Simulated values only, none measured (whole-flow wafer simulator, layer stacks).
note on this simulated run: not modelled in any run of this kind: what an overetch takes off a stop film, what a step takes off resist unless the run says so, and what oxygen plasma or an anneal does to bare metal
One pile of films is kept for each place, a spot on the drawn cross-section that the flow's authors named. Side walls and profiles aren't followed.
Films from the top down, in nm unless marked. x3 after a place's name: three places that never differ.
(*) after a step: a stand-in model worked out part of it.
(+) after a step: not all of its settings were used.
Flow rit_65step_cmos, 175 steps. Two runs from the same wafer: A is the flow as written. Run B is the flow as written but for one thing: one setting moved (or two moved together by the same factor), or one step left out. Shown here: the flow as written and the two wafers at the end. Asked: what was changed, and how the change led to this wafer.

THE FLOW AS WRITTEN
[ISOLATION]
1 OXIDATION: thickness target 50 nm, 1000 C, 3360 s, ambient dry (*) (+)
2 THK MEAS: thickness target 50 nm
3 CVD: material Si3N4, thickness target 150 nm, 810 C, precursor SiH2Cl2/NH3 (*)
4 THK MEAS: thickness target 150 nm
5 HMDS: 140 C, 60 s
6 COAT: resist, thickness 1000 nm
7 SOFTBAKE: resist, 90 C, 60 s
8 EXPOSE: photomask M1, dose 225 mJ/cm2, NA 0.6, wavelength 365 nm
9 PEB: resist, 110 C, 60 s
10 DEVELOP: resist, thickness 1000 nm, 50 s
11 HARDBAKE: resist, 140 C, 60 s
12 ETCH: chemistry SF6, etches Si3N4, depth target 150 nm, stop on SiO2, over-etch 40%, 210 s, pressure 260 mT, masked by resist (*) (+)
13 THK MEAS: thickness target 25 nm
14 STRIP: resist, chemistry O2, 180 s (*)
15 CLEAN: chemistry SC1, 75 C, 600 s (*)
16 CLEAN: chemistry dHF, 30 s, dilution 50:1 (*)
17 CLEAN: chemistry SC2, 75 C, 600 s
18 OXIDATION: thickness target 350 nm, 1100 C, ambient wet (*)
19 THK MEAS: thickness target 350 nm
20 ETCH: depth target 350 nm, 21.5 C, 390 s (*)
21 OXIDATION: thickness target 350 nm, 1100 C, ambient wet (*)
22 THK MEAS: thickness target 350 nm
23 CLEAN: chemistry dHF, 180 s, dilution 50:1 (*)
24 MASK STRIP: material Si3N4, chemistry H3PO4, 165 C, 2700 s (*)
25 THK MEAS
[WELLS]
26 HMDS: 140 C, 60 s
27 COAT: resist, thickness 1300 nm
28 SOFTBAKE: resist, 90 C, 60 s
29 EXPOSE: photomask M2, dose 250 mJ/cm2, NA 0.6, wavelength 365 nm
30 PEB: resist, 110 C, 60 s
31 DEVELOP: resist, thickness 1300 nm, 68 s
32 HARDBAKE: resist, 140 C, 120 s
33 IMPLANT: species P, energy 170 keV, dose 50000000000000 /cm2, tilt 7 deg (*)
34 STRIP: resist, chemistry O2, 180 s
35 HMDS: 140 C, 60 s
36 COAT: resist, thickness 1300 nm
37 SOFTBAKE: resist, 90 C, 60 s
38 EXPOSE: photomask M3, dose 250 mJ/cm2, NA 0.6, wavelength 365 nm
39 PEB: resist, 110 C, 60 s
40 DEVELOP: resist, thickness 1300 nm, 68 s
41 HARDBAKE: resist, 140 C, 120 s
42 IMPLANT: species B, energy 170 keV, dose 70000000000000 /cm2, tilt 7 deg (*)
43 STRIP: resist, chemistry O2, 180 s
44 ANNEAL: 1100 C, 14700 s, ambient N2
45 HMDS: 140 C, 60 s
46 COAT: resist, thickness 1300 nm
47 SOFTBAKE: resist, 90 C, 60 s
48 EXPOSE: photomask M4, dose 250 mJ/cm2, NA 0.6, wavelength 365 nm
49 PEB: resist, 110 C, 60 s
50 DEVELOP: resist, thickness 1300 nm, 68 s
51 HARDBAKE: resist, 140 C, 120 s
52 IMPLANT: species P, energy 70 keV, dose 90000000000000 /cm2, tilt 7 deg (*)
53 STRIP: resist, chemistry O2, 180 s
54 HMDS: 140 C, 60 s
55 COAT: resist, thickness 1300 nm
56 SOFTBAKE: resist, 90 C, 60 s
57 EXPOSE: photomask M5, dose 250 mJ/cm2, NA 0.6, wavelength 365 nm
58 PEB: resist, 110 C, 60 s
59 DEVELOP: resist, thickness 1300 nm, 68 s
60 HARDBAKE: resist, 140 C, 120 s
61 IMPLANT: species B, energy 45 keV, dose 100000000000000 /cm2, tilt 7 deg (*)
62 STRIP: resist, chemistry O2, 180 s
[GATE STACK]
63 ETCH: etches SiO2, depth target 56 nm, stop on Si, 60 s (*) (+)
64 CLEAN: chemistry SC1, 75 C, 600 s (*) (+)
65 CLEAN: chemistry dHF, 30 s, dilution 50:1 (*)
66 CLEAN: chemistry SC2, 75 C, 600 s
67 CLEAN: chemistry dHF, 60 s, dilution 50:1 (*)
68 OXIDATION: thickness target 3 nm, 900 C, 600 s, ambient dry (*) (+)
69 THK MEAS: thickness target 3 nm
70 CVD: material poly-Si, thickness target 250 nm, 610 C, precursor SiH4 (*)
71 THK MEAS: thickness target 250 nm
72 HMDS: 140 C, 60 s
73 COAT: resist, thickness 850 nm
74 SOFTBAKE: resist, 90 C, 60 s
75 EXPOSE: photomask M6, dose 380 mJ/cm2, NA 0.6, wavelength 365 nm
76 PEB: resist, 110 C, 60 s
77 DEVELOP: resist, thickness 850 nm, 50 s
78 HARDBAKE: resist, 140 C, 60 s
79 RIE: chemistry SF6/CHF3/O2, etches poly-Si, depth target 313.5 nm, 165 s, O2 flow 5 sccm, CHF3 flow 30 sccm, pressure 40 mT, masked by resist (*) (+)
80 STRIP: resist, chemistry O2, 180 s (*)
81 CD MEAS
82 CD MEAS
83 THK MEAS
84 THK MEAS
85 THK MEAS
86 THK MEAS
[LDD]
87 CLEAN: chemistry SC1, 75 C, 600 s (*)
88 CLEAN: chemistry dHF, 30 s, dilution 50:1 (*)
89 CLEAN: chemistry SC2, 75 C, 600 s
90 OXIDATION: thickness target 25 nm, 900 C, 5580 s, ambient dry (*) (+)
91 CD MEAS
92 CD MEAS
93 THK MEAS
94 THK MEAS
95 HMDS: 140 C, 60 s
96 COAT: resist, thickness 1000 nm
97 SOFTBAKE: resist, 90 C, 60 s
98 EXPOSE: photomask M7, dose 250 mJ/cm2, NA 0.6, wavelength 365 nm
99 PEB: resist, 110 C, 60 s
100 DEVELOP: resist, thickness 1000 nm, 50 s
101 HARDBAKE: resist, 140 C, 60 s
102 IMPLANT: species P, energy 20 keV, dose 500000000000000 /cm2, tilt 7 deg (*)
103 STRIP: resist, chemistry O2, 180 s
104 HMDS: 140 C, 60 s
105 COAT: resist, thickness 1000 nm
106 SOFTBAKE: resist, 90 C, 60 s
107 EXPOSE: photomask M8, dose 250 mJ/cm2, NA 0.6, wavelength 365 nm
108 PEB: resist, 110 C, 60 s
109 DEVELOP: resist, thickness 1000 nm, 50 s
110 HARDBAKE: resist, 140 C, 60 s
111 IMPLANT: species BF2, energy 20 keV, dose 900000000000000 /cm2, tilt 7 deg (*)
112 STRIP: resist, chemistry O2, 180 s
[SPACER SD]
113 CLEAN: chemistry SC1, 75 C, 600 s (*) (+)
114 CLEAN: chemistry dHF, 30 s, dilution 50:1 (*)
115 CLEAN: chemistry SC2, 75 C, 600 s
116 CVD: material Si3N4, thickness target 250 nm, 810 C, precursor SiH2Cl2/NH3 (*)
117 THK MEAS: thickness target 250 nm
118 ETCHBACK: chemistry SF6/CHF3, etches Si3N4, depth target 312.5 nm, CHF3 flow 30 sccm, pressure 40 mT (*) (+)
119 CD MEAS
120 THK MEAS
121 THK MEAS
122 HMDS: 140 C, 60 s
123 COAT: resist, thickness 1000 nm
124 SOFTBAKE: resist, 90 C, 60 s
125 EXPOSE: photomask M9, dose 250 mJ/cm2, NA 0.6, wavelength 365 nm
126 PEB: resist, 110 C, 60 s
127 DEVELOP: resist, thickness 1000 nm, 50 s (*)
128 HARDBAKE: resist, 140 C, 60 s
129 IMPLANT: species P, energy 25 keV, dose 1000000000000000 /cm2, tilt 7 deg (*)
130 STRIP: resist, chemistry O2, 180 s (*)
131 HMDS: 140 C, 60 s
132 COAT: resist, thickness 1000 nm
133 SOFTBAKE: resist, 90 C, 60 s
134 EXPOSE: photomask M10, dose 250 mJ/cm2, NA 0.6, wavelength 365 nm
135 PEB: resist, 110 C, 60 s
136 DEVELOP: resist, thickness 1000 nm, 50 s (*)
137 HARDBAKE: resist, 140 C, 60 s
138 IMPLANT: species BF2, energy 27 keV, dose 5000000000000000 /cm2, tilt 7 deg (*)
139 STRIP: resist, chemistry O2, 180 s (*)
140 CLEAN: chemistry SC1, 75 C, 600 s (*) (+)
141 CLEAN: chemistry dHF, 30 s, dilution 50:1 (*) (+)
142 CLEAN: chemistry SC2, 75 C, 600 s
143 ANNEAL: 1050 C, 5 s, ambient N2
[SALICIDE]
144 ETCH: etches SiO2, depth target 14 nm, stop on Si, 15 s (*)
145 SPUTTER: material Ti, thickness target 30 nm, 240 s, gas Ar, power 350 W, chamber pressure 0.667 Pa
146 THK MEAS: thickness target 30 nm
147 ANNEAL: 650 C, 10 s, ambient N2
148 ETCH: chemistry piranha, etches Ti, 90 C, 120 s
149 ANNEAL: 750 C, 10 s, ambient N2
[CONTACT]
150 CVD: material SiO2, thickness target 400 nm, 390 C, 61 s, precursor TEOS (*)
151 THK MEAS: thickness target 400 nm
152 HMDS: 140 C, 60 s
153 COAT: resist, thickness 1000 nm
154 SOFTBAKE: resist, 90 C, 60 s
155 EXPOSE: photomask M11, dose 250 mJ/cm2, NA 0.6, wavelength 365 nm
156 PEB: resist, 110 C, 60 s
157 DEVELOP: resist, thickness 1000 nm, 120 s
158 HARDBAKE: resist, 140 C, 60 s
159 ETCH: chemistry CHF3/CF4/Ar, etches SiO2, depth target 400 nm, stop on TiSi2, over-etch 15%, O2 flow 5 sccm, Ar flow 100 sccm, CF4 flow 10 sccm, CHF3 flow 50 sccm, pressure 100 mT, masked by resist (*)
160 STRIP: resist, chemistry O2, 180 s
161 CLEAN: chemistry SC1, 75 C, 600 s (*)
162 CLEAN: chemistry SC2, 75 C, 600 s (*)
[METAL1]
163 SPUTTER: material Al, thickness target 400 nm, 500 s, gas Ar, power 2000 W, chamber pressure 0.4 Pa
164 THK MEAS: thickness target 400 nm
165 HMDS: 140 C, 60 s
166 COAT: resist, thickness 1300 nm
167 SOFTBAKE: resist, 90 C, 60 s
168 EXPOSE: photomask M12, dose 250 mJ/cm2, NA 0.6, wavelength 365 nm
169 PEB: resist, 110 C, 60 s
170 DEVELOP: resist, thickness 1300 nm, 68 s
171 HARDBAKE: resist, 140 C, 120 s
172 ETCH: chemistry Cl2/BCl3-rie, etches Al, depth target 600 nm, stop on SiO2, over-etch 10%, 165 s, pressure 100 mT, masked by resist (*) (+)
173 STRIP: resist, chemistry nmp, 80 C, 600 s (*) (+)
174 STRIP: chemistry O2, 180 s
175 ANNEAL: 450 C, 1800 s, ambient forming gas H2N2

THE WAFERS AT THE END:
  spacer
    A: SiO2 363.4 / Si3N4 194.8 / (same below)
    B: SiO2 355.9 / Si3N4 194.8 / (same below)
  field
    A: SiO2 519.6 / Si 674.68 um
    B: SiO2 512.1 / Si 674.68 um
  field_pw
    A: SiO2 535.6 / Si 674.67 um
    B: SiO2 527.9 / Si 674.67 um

The cause: step 163, SPUTTER: power 1698 W was run, where the flow has power 2000 W.

How the change led to this, step by step:
  163 SPUTTER: material Al, thickness target 400 nm, 500 s, gas Ar, power 2000 W, chamber pressure 0.4 Pa
      field, field_p, spacer, spacer_p: A Al +400 (new film) | B Al +339.6 (new film)
      gate_n, gate_p: A Al +396 (new film) | B Al +339.6 (new film)
      (and at 2 more places)
  172 ETCH: chemistry Cl2/BCl3-rie, etches Al, depth target 600 nm, stop on SiO2, over-etch 10%, 165 s, pressure 100 mT, masked by resist (*) (+)
      field, field_p, spacer, spacer_p: A Al -400 (all of it), SiO2 -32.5 | B Al -339.6 (all of it), SiO2 -40.1
      field_pw: A Al -400 (all of it), SiO2 -32.5 | B Al -338.4 (all of it), SiO2 -40.2
      (and at 3 more places)
